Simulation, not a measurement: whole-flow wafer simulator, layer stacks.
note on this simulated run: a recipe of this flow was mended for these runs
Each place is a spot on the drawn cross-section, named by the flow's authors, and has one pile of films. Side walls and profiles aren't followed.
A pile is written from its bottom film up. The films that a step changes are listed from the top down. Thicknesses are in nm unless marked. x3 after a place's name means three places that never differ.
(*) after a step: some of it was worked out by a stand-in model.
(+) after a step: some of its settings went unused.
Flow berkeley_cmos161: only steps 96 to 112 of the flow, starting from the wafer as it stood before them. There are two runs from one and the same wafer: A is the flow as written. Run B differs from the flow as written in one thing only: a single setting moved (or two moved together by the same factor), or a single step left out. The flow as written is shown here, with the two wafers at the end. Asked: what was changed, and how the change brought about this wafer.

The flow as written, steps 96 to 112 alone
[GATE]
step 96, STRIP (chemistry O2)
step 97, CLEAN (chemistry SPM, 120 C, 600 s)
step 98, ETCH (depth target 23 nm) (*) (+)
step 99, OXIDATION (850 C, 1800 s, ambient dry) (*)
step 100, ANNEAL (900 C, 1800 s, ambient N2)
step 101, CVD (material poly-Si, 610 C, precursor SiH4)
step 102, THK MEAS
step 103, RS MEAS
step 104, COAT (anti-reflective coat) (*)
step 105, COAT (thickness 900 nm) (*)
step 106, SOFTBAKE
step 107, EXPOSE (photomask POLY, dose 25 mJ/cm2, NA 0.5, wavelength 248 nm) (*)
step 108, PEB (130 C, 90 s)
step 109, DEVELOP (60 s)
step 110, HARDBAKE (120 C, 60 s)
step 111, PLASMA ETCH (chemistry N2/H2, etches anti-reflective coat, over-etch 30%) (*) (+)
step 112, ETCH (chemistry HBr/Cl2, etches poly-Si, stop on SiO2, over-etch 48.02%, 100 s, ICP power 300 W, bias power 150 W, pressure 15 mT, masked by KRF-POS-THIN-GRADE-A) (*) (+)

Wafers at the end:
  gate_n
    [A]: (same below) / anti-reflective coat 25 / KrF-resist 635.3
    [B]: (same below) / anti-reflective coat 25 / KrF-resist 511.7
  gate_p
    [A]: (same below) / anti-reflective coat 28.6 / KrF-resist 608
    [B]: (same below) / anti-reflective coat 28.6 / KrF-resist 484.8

What caused this: step 105, COAT: thickness 760 nm was run, while the flow as written has thickness 900 nm.

The path from the change to this, step by step:
  step 105, COAT (thickness 900 nm) (*)
      field: A KrF-resist gains 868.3 (new film) | B KrF-resist gains 729.2 (new film)
      sd_n: A KrF-resist gains 909.1 (new film) | B KrF-resist gains 768.7 (new film)
      (and at 7 other places as well)
  step 109, DEVELOP (60 s)
      field: A KrF-resist loses 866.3 (all of it) | B KrF-resist loses 727.6 (all of it)
      sd_n: A KrF-resist loses 907 (all of it) | B KrF-resist loses 767 (all of it)
      (and at 5 other places as well)
  step 110, HARDBAKE (120 C, 60 s)
      gate_n: A KrF-resist loses 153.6 | B KrF-resist loses 131.8
      gate_p: A KrF-resist loses 148.8 | B KrF-resist loses 127.1
